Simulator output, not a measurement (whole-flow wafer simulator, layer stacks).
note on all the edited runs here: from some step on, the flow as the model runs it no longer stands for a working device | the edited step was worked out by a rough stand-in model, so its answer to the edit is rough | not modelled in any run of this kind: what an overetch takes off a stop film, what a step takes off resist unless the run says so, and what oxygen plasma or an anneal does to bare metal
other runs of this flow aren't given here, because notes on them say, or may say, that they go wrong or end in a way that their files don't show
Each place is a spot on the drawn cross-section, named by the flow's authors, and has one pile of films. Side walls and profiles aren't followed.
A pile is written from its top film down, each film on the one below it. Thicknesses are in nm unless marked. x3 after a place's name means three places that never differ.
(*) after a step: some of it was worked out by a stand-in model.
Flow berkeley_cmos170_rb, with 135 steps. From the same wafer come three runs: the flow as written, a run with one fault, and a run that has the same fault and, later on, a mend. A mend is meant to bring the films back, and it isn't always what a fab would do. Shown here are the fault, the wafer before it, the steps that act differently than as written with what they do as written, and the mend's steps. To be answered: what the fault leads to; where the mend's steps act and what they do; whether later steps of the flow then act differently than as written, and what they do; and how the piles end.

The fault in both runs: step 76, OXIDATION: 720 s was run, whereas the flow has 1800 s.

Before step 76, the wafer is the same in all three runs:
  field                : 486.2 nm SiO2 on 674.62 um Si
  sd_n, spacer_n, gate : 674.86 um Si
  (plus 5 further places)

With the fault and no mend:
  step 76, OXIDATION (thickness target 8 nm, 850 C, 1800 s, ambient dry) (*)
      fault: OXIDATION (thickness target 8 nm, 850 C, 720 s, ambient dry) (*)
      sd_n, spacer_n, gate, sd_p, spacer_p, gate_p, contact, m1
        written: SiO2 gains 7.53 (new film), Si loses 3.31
        fault: SiO2 gains 4.59 (new film), Si loses 2.02
  Every later step of the flow that is run acts as written, at every place that is followed, to within 2% or 0.5 nm, whichever is larger.
  The piles end different from the flow's at gate, gate_p by more than 2% or 0.5 nm, whichever is larger.
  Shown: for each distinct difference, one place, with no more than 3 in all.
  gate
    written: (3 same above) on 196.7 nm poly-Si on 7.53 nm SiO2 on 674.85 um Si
    fault: (3 same above) on 196.7 nm poly-Si on 4.59 nm SiO2 on 674.85 um Si

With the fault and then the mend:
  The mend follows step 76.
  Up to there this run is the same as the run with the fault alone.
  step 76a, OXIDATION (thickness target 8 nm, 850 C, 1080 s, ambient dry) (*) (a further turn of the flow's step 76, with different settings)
      sd_n, spacer_n, gate, sd_p, spacer_p, gate_p, contact, m1
        SiO2 gains 2.94, Si loses 1.29
      field
        SiO2 gains 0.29, Si loses 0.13
  Every later step of the flow that is run acts as written at every place that is followed.
  By the end, the piles equal the flow's at every place that both follow.
